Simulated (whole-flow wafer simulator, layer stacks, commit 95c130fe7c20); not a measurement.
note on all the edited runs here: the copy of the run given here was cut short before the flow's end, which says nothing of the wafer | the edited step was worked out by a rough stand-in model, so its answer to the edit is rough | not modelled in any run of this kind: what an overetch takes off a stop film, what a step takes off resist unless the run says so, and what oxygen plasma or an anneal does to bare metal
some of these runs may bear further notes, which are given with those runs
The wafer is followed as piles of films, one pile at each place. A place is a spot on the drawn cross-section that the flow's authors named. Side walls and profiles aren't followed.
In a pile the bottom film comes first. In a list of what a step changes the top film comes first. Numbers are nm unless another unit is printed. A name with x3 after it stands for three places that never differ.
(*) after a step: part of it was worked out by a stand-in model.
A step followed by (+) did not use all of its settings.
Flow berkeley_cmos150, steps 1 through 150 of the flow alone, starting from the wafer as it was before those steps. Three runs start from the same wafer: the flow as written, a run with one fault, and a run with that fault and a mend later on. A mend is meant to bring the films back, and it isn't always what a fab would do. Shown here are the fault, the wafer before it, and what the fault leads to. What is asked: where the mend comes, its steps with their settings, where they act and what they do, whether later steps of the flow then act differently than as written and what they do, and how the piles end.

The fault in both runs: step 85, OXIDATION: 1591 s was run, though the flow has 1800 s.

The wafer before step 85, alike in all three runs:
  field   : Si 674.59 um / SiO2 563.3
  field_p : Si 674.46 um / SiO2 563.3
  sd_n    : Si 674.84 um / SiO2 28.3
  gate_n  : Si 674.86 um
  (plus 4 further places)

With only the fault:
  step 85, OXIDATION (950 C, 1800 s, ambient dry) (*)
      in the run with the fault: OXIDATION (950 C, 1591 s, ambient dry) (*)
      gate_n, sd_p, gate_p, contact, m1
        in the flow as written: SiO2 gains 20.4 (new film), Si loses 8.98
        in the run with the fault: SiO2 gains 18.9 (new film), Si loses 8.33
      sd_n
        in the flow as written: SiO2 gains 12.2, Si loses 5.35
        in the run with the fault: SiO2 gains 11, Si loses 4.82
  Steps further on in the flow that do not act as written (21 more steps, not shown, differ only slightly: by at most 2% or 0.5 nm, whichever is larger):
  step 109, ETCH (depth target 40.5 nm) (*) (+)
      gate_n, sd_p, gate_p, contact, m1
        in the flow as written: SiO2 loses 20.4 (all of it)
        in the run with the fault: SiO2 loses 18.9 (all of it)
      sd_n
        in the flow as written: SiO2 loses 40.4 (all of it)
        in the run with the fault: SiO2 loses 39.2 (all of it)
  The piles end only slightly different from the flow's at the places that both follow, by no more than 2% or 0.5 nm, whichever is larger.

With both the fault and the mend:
  The mend stands after step 94.
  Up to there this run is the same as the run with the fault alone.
  step 94a, STRIP (*) (+)
      field_p
        KrF resist loses 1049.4 (all of it)
      sd_p
        KrF resist loses 1273.8 (all of it)
      gate_p
        KrF resist loses 1248.6 (all of it)
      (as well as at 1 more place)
  step 94b, CLEAN (chemistry SPM, 600 s) (the flow's step 77 again)
      alters no film at any place that is followed
  step 94c, OXIDATION (950 C, 171 s, ambient dry) (*) (the flow's step 85 again, with other settings)
      gate_n, sd_p, gate_p, contact, m1
        SiO2 gains 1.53, Si loses 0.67
      field, field_p
        SiO2 gains 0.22, Si loses 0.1
      sd_n
        SiO2 gains 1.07, Si loses 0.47
  step 94d, HMDS (the flow's step 88 again)
      alters no film at any place that is followed
  step 94e, COAT (KrF resist, thickness 1100 nm) (*) (the flow's step 89 again)
      field
        KrF resist gains 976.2 (new film)
      field_p
        KrF resist gains 1087.8 (new film)
      sd_n
        KrF resist gains 1243 (new film)
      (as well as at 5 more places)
  step 94f, SOFTBAKE (KrF resist) (the flow's step 90 again)
      alters no film at any place that is followed
  step 94g, EXPOSE (photomask NWELL INV, NA 0.5, wavelength 248 nm) (*) (the flow's step 91 again)
      alters no film at any place that is followed
  step 94h, PEB (KrF resist, 110 C, 90 s) (the flow's step 92 again)
      field
        KrF resist loses 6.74
      field_p
        KrF resist loses 7.53
      sd_n
        KrF resist loses 8.63
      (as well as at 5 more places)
  step 94i, DEVELOP (KrF resist, thickness 1100 nm, developer developer-D-0.26N, 45 s) (the flow's step 93 again)
      field_p, sd_p, gate_p, m1
        KrF resist loses 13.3
      field
        KrF resist loses 969.5 (all of it)
      sd_n
        KrF resist loses 1234.4 (all of it)
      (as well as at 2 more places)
  step 94j, HARDBAKE (120 C, 7200 s) (the flow's step 94 again)
      field_p
        KrF resist loses 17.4
      sd_p
        KrF resist loses 21.4
      gate_p
        KrF resist loses 20.9
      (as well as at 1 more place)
  None of the later steps of the flow differs from how it acts as written, at any place that is followed, by more than 2% or 0.5 nm, whichever is larger.
  The piles end only slightly different from the flow's at the places that both follow, by no more than 2% or 0.5 nm, whichever is larger.
